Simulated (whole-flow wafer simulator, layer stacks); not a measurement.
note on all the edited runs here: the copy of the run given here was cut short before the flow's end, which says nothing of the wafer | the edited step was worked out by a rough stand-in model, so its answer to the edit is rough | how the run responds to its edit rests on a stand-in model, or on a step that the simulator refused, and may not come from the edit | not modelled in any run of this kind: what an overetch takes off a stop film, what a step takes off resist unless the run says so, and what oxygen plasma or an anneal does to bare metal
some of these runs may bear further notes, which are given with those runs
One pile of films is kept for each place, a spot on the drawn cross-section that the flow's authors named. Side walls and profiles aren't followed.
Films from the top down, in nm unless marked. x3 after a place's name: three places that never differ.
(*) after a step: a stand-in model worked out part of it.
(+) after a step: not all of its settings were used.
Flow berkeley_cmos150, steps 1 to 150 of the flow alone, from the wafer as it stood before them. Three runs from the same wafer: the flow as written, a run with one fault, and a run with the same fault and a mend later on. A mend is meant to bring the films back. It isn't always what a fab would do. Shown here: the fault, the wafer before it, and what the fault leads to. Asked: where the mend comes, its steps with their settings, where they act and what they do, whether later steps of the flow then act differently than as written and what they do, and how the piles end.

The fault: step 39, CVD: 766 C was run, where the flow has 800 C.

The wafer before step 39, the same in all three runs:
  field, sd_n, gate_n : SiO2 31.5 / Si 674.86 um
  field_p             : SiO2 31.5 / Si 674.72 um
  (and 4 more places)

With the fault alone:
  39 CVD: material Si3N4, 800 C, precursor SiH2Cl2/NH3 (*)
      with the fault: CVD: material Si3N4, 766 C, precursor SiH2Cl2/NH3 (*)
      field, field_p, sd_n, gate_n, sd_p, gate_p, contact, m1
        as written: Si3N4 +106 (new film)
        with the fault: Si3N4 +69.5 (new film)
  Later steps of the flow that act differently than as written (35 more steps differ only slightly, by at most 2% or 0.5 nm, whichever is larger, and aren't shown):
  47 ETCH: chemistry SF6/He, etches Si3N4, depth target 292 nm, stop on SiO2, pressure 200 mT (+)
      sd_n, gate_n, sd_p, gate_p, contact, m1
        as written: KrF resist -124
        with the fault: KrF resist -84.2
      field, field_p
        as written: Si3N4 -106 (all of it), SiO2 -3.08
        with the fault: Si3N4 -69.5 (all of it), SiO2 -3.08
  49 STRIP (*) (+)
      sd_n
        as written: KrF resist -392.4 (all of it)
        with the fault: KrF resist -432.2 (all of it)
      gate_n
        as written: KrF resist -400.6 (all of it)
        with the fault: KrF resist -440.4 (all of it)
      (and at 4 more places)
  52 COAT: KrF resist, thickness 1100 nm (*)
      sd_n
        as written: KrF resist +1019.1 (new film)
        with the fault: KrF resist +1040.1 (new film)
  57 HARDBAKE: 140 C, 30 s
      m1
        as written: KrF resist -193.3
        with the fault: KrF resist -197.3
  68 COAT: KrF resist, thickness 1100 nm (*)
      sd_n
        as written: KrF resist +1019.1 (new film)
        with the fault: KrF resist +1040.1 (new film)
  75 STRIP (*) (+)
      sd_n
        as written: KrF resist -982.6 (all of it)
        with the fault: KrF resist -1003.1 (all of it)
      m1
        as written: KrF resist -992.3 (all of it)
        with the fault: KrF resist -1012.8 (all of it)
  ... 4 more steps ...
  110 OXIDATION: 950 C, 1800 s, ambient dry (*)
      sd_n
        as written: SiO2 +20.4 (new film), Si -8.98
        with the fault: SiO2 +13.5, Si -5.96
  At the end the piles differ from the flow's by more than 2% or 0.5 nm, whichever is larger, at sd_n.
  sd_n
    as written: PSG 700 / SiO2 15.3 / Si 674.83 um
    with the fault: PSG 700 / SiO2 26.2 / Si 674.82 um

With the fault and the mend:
  The mend comes after step 46.
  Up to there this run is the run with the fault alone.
  46a STRIP (*) (+)
      sd_n
        KrF resist -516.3 (all of it)
      gate_n
        KrF resist -524.6 (all of it)
      sd_p
        KrF resist -566.8 (all of it)
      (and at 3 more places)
  46b CLEAN: chemistry SPM
      changes no film at any place that is followed
  46c CVD: material Si3N4, 800 C, precursor SiH2Cl2/NH3 (*) (the flow's step 39 once more, with other settings that aren't printed)
      field, field_p, sd_n, gate_n, sd_p, gate_p, contact, m1
        Si3N4 +36.6
  46d HMDS (the flow's step 40 once more)
      changes no film at any place that is followed
  46e COAT: KrF resist, thickness 650 nm (*) (the flow's step 41 once more)
      field
        KrF resist +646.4 (new film)
      field_p
        KrF resist +715.2 (new film)
      sd_n
        KrF resist +633.7 (new film)
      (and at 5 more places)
  46f SOFTBAKE: KrF resist (the flow's step 42 once more)
      changes no film at any place that is followed
  46g EXPOSE: photomask ACTIVE, dose 19.46 mJ/cm2, NA 0.5, wavelength 248 nm (*) (the flow's step 43 once more)
      changes no film at any place that is followed
  46h PEB: KrF resist, 130 C, 60 s (the flow's step 44 once more)
      gate_n, contact, m1
        KrF resist -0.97
      field
        KrF resist -0.98
      field_p
        KrF resist -1.1
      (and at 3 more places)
  46i DEVELOP: KrF resist, thickness 650 nm, developer developer-D-0.26N (the flow's step 45 once more)
      sd_n, gate_n, sd_p, gate_p, contact, m1
        KrF resist -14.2
      field
        KrF resist -645.4 (all of it)
      field_p
        KrF resist -714.1 (all of it)
  46j HARDBAKE: 140 C, 30 s (the flow's step 46 once more)
      sd_n
        KrF resist -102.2
      gate_n
        KrF resist -103.8
      sd_p
        KrF resist -112.2
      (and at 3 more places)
  No later step of the flow acts differently than as written at any place that is followed.
  At the end the piles are the same as the flow's at every place that both follow.
